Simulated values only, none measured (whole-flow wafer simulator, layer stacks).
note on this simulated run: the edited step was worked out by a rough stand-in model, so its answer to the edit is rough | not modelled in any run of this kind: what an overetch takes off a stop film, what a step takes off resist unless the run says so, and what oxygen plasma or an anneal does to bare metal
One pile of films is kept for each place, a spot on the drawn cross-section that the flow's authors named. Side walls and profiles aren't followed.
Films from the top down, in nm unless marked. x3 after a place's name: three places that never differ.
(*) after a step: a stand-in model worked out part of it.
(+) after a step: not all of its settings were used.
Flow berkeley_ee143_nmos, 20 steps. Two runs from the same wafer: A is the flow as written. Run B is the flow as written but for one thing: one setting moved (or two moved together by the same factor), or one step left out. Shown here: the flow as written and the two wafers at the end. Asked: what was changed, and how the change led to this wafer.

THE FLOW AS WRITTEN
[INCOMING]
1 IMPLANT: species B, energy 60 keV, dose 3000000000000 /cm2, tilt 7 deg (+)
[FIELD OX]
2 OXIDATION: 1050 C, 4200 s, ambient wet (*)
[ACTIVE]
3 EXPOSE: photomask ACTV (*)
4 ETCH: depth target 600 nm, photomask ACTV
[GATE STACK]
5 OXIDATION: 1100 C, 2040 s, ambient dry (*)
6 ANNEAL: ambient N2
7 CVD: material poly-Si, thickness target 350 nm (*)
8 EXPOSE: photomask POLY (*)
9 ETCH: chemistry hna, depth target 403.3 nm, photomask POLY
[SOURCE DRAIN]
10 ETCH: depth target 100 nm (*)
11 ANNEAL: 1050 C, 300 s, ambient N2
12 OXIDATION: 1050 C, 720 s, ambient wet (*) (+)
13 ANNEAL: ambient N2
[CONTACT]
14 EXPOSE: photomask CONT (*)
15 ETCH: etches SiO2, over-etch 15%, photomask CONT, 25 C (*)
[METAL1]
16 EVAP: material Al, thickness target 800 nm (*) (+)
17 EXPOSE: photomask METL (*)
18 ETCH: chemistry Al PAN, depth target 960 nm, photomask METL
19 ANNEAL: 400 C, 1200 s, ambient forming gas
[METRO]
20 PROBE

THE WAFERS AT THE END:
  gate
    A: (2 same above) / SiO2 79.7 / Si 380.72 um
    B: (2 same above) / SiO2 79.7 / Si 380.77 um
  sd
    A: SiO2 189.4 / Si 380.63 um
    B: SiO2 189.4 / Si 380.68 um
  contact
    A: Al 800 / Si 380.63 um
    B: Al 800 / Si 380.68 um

The cause: step 2, OXIDATION: 2877 s was run, where the flow has 4200 s.

How the change led to this, step by step:
  2 OXIDATION: 1050 C, 4200 s, ambient wet (*)
      gate, sd, contact, field: A SiO2 +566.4 (new film), chemical SiO2 -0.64 (all of it), Si -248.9 | B SiO2 +450.9 (new film), chemical SiO2 -0.64 (all of it), Si -198.1
  4 ETCH: depth target 600 nm, photomask ACTV
      gate, sd, contact: A SiO2 -566.4 (all of it) | B SiO2 -450.9 (all of it)
  5 OXIDATION: 1100 C, 2040 s, ambient dry (*)
      field: A SiO2 +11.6, Si -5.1 | B SiO2 +14.1, Si -6.19
  12 OXIDATION: 1050 C, 720 s, ambient wet (*) (+)
      field: A SiO2 +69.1, Si -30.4 | B SiO2 +82.4, Si -36.3
